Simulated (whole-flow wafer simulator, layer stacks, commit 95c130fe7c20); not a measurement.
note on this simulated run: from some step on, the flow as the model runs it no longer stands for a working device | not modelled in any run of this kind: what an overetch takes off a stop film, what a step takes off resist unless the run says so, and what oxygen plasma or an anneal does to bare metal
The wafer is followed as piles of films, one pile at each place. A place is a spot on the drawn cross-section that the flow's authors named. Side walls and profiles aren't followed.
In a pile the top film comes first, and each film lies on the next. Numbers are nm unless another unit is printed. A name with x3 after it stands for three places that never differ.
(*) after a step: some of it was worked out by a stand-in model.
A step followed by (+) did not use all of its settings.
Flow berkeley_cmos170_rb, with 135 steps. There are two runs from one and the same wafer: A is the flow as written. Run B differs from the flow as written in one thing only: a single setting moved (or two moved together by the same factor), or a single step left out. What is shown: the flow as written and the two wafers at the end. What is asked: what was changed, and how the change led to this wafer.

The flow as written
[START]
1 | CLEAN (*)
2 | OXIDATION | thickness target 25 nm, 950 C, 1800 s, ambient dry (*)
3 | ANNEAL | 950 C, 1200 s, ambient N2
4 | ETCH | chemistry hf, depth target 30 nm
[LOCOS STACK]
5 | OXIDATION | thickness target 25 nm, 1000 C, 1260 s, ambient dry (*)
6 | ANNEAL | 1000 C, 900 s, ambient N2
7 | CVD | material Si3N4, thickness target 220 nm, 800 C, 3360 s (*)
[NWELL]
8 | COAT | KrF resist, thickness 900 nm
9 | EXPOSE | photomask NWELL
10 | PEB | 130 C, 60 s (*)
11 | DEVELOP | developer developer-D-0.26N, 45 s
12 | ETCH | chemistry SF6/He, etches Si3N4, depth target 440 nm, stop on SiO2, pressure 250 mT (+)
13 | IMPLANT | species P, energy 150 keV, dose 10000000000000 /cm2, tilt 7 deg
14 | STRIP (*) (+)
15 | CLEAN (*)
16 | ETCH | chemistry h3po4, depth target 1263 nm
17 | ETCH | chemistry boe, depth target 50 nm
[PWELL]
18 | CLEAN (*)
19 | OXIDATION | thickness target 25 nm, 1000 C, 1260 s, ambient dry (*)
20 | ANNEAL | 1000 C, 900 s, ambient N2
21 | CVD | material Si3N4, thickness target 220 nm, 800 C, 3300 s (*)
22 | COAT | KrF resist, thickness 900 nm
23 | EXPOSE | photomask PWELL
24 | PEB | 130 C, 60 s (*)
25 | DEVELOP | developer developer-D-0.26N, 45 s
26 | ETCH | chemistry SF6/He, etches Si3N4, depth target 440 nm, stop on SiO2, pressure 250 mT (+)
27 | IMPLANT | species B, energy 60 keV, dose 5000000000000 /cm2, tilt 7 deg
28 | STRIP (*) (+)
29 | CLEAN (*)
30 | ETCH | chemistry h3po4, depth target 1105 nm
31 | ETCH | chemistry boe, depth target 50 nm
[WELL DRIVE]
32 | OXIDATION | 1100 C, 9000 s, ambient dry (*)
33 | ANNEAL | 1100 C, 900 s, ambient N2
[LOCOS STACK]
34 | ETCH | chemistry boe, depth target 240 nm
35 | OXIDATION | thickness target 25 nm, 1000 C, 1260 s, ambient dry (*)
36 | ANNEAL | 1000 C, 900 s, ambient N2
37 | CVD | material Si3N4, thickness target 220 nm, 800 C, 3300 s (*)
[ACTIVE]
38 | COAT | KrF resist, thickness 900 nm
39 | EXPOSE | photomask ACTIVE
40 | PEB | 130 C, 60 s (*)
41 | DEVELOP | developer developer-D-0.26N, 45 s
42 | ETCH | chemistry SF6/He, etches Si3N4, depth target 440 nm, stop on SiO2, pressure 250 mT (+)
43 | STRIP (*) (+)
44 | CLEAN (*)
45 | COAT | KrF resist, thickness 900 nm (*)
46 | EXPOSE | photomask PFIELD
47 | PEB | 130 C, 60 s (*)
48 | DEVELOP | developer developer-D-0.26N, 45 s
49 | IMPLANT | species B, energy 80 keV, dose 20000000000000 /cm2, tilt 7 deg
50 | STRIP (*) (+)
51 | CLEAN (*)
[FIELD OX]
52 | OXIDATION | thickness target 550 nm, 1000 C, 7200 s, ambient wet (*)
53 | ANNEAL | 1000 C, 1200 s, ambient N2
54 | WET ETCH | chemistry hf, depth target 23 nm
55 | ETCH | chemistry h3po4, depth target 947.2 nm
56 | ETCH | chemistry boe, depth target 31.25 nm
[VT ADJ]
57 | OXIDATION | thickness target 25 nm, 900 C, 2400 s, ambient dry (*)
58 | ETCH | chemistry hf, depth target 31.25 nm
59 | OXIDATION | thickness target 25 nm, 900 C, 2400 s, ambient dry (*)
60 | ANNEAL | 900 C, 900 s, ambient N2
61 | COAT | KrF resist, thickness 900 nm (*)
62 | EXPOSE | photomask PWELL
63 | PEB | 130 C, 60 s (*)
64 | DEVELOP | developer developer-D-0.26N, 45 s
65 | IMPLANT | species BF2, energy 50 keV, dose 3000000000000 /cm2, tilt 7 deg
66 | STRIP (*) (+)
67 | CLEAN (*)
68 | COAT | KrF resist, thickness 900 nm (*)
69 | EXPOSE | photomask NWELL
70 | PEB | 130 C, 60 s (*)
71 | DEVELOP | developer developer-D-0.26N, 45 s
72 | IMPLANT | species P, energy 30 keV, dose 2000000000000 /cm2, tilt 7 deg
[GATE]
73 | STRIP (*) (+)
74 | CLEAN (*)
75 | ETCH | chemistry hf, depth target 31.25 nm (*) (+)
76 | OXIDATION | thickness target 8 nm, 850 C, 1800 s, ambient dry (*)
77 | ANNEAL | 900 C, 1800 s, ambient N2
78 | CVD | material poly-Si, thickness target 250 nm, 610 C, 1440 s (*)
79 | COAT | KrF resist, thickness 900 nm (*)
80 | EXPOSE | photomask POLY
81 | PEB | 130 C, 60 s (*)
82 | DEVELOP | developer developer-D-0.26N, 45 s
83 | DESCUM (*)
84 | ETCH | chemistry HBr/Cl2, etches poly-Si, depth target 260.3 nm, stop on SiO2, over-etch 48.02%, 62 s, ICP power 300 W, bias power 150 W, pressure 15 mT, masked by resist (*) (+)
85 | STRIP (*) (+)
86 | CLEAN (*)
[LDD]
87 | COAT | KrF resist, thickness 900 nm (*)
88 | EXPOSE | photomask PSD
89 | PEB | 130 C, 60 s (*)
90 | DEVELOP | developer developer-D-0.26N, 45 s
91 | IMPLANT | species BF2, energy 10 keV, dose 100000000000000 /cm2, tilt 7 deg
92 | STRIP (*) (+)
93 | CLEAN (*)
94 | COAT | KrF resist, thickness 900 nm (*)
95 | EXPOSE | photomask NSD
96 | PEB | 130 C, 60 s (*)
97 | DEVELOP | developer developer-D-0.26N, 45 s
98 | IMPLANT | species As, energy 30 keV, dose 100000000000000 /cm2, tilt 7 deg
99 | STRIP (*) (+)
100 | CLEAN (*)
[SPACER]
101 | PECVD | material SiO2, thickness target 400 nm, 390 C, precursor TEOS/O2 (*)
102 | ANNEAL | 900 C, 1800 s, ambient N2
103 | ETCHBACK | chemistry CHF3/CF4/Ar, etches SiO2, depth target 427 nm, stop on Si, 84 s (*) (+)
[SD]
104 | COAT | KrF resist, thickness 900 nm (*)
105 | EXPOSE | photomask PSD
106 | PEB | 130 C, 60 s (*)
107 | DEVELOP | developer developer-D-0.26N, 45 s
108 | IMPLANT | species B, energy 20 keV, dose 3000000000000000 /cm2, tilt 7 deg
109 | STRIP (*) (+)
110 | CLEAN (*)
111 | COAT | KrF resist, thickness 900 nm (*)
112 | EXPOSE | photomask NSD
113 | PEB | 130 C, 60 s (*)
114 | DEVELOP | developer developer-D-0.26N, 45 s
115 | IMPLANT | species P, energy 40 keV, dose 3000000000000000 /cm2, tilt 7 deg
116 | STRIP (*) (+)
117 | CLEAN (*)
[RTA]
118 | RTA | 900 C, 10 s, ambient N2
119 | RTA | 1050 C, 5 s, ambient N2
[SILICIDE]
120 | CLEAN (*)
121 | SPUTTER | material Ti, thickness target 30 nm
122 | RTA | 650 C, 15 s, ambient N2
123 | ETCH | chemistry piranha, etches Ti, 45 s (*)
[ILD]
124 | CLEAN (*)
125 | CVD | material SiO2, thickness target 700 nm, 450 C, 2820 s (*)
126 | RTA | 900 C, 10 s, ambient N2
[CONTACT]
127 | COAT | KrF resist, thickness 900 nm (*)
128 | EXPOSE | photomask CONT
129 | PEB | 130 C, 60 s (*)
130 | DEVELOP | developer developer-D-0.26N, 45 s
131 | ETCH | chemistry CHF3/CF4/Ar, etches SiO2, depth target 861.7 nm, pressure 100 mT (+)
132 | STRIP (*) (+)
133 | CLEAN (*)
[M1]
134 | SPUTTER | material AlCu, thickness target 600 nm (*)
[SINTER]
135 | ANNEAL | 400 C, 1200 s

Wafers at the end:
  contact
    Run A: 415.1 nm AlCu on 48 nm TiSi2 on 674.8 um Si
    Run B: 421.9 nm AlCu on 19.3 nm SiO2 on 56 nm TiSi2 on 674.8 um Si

Cause: step 131, ETCH: depth target 680.7 nm was run, while the flow as written has depth target 861.7 nm.

How this came from the change, step by step:
  131 | ETCH | chemistry CHF3/CF4/Ar, etches SiO2, depth target 861.7 nm, pressure 100 mT (+)
      contact: A -700 SiO2 (all of it), -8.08 TiSi2 | B -680.7 SiO2
      field, sd_n, spacer_n, gate, sd_p, spacer_p, gate_p, m1: A -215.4 KrF resist | B -170.2 KrF resist
  132 | STRIP (*) (+)
      field: A -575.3 KrF resist (all of it) | B -620.5 KrF resist (all of it)
      sd_n: A -780.4 KrF resist (all of it) | B -825.6 KrF resist (all of it)
      (also at 6 further places)
